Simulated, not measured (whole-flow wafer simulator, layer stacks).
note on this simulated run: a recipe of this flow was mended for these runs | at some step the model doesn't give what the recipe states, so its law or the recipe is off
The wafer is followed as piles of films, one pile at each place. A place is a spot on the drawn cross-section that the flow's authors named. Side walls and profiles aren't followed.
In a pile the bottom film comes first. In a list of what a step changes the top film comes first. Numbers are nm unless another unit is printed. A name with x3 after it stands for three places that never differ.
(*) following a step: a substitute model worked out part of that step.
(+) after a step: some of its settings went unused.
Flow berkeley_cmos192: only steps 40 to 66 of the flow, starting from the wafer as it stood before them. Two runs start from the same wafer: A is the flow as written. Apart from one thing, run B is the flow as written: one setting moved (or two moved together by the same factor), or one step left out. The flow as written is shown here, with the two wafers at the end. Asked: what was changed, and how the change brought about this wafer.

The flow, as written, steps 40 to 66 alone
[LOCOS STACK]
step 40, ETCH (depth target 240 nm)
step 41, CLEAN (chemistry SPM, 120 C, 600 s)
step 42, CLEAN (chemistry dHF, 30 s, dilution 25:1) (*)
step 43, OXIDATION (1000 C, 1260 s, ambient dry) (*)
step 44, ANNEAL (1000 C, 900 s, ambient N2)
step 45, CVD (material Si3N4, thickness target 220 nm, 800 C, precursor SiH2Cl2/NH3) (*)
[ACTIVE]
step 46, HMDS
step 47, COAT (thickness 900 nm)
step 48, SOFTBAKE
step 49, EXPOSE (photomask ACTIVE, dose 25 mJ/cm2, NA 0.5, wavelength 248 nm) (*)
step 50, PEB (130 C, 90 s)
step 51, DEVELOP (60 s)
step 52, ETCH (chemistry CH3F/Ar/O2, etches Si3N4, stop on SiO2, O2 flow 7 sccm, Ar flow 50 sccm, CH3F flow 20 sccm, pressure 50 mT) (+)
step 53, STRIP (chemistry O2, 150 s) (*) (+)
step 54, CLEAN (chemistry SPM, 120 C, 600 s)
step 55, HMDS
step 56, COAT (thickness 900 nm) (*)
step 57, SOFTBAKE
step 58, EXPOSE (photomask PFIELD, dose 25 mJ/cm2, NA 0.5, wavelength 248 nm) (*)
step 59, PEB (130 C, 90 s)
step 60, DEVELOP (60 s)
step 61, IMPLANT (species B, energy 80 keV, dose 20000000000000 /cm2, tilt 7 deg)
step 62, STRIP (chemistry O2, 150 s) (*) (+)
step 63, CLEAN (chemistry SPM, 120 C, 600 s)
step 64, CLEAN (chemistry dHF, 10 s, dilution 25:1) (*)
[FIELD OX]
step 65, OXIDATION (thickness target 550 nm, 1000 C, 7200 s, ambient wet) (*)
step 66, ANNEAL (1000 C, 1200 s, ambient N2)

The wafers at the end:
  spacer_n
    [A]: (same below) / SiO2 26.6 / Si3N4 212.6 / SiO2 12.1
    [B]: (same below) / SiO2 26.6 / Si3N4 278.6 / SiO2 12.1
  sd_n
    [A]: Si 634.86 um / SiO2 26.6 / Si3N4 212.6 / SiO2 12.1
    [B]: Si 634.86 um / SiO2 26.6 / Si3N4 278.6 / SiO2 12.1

What caused this: step 45, CVD: thickness target 286 nm was run, though the flow has thickness target 220 nm.

Step by step, how the change led to this:
  step 45, CVD (material Si3N4, thickness target 220 nm, 800 C, precursor SiH2Cl2/NH3) (*)
      field, sd_n, spacer_n and 6 more: A Si3N4 gains 220 (new film) | B Si3N4 gains 286 (new film)
  step 52, ETCH (chemistry CH3F/Ar/O2, etches Si3N4, stop on SiO2, O2 flow 7 sccm, Ar flow 50 sccm, CH3F flow 20 sccm, pressure 50 mT) (+)
      sd_n, spacer_n, gate, sd_p, spacer_p, gate_p, contact, m1: A KrF-resist loses 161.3 | B KrF-resist loses 205.3
      field: A Si3N4 loses 220 (all of it), SiO2 loses 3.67 | B Si3N4 loses 286 (all of it), SiO2 loses 3.67
  step 53, STRIP (chemistry O2, 150 s) (*) (+)
      sd_n, spacer_n, gate, sd_p, spacer_p, gate_p, contact, m1: A KrF-resist loses 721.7 (all of it) | B KrF-resist loses 677.7 (all of it)
  step 56, COAT (thickness 900 nm) (*)
      sd_n: A KrF-resist gains 785.2 (new film) | B KrF-resist gains 751.7 (new film)
      spacer_n: A KrF-resist gains 817.9 (new film) | B KrF-resist gains 795.1 (new film)
      (as well as at 6 more places)
  step 62, STRIP (chemistry O2, 150 s) (*) (+)
      sd_n: A KrF-resist loses 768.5 (all of it) | B KrF-resist loses 735.2 (all of it)
      spacer_n: A KrF-resist loses 801.2 (all of it) | B KrF-resist loses 778.4 (all of it)
      (as well as at 6 more places)
  step 65, OXIDATION (thickness target 550 nm, 1000 C, 7200 s, ambient wet) (*)
      sd_n, sd_p: A SiO2 gains 12.1 (new film), Si3N4 loses 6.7, SiO2 gains 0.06, Si loses 0.06 | B SiO2 gains 12.1 (new film), Si3N4 loses 6.7
      gate: A SiO2 gains 12.1 (new film), Si3N4 loses 6.7, SiO2 gains 0.05, Si loses 0.05 | B SiO2 gains 12.1 (new film), Si3N4 loses 6.7
